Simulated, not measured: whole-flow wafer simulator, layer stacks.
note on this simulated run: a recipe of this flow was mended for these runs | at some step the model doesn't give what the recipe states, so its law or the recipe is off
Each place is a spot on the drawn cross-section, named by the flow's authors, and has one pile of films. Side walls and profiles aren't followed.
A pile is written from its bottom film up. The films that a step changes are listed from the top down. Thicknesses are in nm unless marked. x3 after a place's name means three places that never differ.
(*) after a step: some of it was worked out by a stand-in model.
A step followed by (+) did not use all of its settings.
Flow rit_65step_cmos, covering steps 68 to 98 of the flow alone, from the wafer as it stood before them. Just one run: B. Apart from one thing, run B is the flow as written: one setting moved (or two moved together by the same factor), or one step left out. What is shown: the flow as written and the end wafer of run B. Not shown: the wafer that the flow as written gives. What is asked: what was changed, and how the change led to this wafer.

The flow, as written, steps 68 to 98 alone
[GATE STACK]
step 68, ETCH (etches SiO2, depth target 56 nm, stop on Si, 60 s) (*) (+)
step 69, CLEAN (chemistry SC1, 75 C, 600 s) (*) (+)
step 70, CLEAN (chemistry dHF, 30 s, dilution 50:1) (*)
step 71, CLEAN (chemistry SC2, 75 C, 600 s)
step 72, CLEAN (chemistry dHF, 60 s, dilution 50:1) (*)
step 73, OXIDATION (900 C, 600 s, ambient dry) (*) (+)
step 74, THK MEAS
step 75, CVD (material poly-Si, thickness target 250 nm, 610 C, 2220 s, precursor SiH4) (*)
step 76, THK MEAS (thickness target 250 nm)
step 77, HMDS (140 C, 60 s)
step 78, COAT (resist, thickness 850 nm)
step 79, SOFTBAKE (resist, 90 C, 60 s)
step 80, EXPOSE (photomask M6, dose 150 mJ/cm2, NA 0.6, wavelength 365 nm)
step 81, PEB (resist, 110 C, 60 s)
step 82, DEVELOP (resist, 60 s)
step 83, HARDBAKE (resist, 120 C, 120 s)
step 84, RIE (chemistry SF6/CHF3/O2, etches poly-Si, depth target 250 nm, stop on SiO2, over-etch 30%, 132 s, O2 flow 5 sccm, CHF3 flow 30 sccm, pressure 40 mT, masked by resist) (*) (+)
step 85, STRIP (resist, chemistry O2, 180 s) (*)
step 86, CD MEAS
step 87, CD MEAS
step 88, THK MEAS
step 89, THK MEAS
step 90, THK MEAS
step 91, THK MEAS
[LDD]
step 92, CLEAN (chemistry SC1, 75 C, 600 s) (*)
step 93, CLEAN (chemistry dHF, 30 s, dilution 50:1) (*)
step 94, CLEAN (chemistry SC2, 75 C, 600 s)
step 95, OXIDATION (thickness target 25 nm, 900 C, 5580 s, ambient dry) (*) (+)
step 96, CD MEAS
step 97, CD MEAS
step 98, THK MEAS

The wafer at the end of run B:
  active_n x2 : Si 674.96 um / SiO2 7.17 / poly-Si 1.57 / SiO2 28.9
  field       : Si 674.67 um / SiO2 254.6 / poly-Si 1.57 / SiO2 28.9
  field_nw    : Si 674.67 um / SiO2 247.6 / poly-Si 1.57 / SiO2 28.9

What caused this: step 84, RIE: depth target 178 nm was run, though the flow has depth target 250 nm; step 84, RIE: 94 s was run, where the flow has 132 s.

How this came from the change, step by step:
  step 84, RIE (chemistry SF6/CHF3/O2, etches poly-Si, depth target 250 nm, stop on SiO2, over-etch 30%, 132 s, O2 flow 5 sccm, CHF3 flow 30 sccm, pressure 40 mT, masked by resist) (*) (+)
      field, field_pw, field_nw and 9 more: -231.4 poly-Si (it would be, as written: -250 poly-Si (all of it), -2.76 SiO2)
      gate_n, gate_p: -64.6 resist (it would be, as written: -90.8 resist)
  step 85, STRIP (resist, chemistry O2, 180 s) (*)
      field, field_pw, field_nw and 9 more: +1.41 chemical SiO2 (new film), -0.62 poly-Si (it would be, as written: nothing)
      gate_n, gate_p: +1.34 chemical SiO2 (new film), -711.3 resist (all of it), -0.59 poly-Si (it would be, as written: +1.34 chemical SiO2 (new film), -685.2 resist (all of it), -0.59 poly-Si)
  step 92, CLEAN (chemistry SC1, 75 C, 600 s) (*)
      field, field_pw, field_nw and 9 more: -0.81 chemical SiO2, -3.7 poly-Si (it would be, as written: -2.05 SiO2)
  step 93, CLEAN (chemistry dHF, 30 s, dilution 50:1) (*)
      active_n x2, spacer, spacer_p, sd_n, sd_p, contact, m1: -0.6 chemical SiO2 (all of it) (it would be, as written: -2.36 SiO2 (all of it))
      field, field_pw, field_nw, field_p: -0.6 chemical SiO2 (all of it) (it would be, as written: -2.78 SiO2)
  step 95, OXIDATION (thickness target 25 nm, 900 C, 5580 s, ambient dry) (*) (+)
      active_n x2, spacer, spacer_p, sd_n, sd_p, contact, m1: +28.9 SiO2 (new film), -0.4 chemical SiO2 (all of it), -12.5 poly-Si (it would be, as written: +26.5 SiO2 (new film), -0.4 chemical SiO2 (all of it), -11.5 Si)
      field, field_pw: +28.9 SiO2 (new film), -0.4 chemical SiO2 (all of it), -12.5 poly-Si (it would be, as written: +6.43 SiO2, -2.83 Si)
      (also at 2 further places)
